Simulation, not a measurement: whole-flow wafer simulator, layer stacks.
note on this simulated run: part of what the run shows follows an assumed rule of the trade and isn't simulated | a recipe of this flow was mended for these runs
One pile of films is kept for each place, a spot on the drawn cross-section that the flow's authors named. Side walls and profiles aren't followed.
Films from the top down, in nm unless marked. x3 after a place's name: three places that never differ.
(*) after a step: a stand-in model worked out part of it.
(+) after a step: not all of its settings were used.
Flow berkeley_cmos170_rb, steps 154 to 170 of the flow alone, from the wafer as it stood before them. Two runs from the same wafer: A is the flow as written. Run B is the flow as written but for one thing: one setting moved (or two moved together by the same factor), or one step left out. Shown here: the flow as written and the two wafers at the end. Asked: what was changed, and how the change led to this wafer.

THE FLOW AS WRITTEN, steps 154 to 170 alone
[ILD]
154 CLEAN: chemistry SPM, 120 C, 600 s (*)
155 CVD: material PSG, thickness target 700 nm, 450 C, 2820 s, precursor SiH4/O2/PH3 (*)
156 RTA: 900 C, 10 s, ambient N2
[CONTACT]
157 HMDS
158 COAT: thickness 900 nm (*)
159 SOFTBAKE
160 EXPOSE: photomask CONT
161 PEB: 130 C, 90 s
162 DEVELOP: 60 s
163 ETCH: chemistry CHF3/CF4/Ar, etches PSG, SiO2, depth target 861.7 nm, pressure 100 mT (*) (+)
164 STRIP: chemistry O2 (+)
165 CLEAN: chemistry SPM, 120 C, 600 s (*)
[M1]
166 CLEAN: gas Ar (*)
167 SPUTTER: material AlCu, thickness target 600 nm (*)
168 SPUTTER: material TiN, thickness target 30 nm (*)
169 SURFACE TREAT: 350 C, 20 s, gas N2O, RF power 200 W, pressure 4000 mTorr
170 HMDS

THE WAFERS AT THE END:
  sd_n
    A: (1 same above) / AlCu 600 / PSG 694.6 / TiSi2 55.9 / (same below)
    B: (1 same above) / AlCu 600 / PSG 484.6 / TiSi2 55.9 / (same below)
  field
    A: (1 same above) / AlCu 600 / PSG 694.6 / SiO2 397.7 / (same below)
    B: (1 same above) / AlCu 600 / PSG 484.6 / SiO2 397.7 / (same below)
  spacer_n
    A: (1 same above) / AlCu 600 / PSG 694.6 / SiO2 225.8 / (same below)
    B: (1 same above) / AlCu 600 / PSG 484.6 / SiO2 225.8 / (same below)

The cause: step 155, CVD: thickness target 490 nm was run, where the flow has thickness target 700 nm; step 155, CVD: 1974 s was run, where the flow has 2820 s.

How the change led to this, step by step:
  155 CVD: material PSG, thickness target 700 nm, 450 C, 2820 s, precursor SiH4/O2/PH3 (*)
      field, sd_n, spacer_n, gate, spacer_p, gate_p, contact, m1: A PSG +700 (new film) | B PSG +490 (new film)
      sd_p: A PSG +664.1 (new film) | B PSG +467.3 (new film)
  163 ETCH: chemistry CHF3/CF4/Ar, etches PSG, SiO2, depth target 861.7 nm, pressure 100 mT (*) (+)
      contact: A PSG -700 (all of it), TiSi2 -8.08 | B PSG -490 (all of it), TiSi2 -18.6
  167 SPUTTER: material AlCu, thickness target 600 nm (*)
      contact: A AlCu +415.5 (new film) | B AlCu +467.9 (new film)
  168 SPUTTER: material TiN, thickness target 30 nm (*)
      contact: A TiN +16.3 (new film) | B TiN +19.5 (new film)
